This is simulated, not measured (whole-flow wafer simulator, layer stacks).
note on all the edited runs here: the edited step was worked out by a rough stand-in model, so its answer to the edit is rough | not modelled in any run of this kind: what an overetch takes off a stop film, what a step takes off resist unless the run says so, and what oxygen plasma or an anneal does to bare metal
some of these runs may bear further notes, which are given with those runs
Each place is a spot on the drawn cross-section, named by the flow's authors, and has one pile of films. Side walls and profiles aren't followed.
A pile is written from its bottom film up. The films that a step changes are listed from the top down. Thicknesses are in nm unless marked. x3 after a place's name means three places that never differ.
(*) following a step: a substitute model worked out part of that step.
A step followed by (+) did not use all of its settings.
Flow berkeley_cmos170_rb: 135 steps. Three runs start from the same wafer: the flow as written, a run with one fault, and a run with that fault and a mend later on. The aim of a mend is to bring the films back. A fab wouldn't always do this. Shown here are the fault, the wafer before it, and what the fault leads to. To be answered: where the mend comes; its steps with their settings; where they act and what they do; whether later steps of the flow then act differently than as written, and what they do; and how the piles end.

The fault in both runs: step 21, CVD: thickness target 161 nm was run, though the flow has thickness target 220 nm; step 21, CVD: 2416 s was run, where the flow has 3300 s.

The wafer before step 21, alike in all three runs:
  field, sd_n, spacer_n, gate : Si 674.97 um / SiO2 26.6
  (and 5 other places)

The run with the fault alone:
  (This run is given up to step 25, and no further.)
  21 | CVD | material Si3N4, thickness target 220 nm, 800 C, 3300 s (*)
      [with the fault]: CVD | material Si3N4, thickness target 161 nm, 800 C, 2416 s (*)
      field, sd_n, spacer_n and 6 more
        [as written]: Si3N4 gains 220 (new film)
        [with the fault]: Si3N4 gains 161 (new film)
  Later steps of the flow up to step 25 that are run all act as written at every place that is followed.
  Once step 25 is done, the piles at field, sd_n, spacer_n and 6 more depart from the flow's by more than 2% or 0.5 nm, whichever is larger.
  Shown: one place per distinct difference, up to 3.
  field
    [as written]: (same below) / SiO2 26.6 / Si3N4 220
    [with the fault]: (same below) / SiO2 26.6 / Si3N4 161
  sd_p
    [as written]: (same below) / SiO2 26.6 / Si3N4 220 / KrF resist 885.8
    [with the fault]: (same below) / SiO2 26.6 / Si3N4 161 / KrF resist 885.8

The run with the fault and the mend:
  After step 25 comes the mend.
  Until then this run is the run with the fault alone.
  25a | STRIP (*) (+)
      sd_p, spacer_p, gate_p, m1
        KrF resist loses 885.8 (all of it)
  25b | CLEAN (*) (a further turn of the flow's step 18)
      leaves every film unchanged at each place that is followed
  25c | CVD | material Si3N4, thickness target 58.96 nm, 800 C, 884 s (*) (a further turn of the flow's step 21, with different settings)
      field, sd_n, spacer_n and 6 more
        Si3N4 gains 59
  25d | COAT | KrF resist, thickness 900 nm (a further turn of the flow's step 22)
      field, sd_n, spacer_n and 6 more
        KrF resist gains 900 (new film)
  25e | EXPOSE | photomask PWELL (a further turn of the flow's step 23)
      leaves every film unchanged at each place that is followed
  25f | PEB | 130 C, 60 s (*) (a further turn of the flow's step 24)
      leaves every film unchanged at each place that is followed
  25g | DEVELOP | developer developer-D-0.26N, 45 s (a further turn of the flow's step 25)
      field, sd_n, spacer_n, gate, contact
        KrF resist loses 900 (all of it)
      sd_p, spacer_p, gate_p, m1
        KrF resist loses 14.2
  Later steps of the flow that are run all act as written at every place that is followed, up to a difference of at most 2% or 0.5 nm, whichever is larger.
  At every place that both follow, the piles at the end match the flow's.
